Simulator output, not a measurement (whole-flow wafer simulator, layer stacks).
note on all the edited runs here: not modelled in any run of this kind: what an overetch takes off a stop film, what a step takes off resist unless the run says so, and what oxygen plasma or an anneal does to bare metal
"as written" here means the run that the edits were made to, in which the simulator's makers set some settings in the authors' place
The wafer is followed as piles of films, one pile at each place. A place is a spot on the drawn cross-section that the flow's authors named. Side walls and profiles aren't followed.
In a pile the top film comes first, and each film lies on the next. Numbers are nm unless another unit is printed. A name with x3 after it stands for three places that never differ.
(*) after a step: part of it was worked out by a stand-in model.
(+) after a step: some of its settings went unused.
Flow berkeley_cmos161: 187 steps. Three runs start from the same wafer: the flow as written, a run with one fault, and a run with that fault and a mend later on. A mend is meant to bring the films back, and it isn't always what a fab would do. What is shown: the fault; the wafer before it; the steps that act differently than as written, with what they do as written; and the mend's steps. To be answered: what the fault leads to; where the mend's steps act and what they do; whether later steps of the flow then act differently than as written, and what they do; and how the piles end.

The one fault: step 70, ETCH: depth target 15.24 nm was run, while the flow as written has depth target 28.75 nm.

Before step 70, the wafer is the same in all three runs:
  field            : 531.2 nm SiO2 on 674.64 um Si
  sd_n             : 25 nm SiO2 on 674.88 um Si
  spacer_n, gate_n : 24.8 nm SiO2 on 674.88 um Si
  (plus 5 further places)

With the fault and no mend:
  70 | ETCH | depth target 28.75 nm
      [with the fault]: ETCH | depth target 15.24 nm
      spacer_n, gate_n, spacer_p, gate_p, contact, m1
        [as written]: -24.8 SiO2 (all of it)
        [with the fault]: -15.2 SiO2
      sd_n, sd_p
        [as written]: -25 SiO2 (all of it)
        [with the fault]: -15.2 SiO2
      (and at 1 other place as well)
  Steps further on in the flow that do not act as written (46 other steps are not shown; they differ only slightly, by no more than 2% or 0.5 nm, whichever is larger):
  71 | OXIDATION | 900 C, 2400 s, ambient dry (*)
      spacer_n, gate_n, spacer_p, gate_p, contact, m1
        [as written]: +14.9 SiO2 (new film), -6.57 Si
        [with the fault]: +12 SiO2, -5.3 Si
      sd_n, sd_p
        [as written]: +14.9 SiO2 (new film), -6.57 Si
        [with the fault]: +12 SiO2, -5.28 Si
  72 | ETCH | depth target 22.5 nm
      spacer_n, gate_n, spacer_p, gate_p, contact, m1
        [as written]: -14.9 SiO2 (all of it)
        [with the fault]: -21.6 SiO2 (all of it)
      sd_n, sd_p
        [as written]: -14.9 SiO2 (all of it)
        [with the fault]: -21.8 SiO2 (all of it)
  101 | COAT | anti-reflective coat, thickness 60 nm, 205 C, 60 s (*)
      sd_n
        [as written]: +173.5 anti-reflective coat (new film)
        [with the fault]: +183.1 anti-reflective coat (new film)
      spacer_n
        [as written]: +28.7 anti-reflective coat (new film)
        [with the fault]: +26.5 anti-reflective coat (new film)
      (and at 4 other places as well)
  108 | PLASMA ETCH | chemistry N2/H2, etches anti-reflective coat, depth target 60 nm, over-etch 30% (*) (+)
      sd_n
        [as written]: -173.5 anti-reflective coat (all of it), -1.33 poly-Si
        [with the fault]: -183.1 anti-reflective coat (all of it), -1.41 poly-Si
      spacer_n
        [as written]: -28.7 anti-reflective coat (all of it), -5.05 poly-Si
        [with the fault]: -26.5 anti-reflective coat (all of it), -5.42 poly-Si
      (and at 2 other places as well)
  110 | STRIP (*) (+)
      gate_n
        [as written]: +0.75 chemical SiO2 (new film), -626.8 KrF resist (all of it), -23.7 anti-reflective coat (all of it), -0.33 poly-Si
        [with the fault]: +0.75 chemical SiO2 (new film), -634.8 KrF resist (all of it), -21.5 anti-reflective coat (all of it), -0.33 poly-Si
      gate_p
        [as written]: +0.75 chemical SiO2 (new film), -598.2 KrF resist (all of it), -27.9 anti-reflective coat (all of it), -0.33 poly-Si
        [with the fault]: +0.75 chemical SiO2 (new film), -602.9 KrF resist (all of it), -26.8 anti-reflective coat (all of it), -0.33 poly-Si
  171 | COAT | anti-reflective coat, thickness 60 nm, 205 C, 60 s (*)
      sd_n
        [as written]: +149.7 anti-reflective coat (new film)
        [with the fault]: +159.9 anti-reflective coat (new film)
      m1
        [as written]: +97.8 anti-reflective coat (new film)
        [with the fault]: +100.8 anti-reflective coat (new film)
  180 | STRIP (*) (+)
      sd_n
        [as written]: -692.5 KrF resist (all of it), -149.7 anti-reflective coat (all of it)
        [with the fault]: -690.2 KrF resist (all of it), -159.9 anti-reflective coat (all of it)
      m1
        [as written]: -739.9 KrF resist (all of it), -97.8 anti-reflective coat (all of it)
        [with the fault]: -744.3 KrF resist (all of it), -100.8 anti-reflective coat (all of it)
  By the end, the piles at field depart from the flow's by more than 2% or 0.5 nm, whichever is larger.
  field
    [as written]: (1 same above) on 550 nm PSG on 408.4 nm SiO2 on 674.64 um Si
    [with the fault]: (1 same above) on 550 nm PSG on 421.8 nm SiO2 on 674.64 um Si

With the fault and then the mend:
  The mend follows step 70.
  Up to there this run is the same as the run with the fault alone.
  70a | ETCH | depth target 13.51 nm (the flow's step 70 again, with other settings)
      spacer_n, gate_n, spacer_p, gate_p, contact, m1
        -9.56 SiO2 (all of it)
      sd_n, sd_p
        -9.8 SiO2 (all of it)
      field
        -13.5 SiO2
  Every later step of the flow that is run acts as written at every place that is followed.
  At every place that both follow, the piles at the end match the flow's.
